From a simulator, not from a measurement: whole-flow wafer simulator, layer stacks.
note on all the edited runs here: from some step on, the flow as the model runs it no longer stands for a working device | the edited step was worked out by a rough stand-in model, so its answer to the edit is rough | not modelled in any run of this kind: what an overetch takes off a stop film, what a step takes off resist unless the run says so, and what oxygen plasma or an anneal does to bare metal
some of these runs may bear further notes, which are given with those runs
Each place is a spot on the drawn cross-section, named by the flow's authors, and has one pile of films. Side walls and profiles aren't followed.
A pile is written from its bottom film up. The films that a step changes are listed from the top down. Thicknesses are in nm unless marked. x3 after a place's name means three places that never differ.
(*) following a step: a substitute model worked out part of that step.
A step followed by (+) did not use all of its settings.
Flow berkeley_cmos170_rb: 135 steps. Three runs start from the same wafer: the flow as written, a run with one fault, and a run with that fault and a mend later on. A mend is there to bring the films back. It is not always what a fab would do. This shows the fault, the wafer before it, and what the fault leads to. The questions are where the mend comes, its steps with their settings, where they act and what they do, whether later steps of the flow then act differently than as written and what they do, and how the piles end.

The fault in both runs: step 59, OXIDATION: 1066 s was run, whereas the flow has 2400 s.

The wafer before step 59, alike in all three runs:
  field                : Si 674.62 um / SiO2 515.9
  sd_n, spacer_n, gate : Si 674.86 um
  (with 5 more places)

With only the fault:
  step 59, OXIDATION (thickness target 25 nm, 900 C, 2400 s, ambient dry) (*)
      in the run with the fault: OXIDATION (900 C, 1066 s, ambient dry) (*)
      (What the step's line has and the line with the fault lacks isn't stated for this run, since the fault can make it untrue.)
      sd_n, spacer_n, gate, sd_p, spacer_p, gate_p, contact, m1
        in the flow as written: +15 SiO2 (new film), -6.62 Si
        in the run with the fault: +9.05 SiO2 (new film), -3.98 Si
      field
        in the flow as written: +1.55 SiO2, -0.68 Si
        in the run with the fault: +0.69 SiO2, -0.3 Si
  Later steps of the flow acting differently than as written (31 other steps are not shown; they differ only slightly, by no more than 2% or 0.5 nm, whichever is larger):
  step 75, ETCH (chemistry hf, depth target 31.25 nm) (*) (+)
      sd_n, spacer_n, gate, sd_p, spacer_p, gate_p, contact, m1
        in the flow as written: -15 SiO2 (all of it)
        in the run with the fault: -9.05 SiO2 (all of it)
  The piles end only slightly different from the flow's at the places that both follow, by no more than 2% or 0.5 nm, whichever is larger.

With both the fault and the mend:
  After step 60 comes the mend.
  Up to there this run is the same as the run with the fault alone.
  step 60a, OXIDATION (900 C, 1298 s, ambient dry) (*) (the flow's step 59, run once more with other settings)
      sd_n, spacer_n, gate, sd_p, spacer_p, gate_p, contact, m1
        +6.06 SiO2, -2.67 Si
      field
        +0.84 SiO2, -0.37 Si
  Every later step of the flow that is run acts as written, at every place that is followed, to within 2% or 0.5 nm, whichever is larger.
  The piles end only slightly different from the flow's at the places that both follow, by no more than 2% or 0.5 nm, whichever is larger.
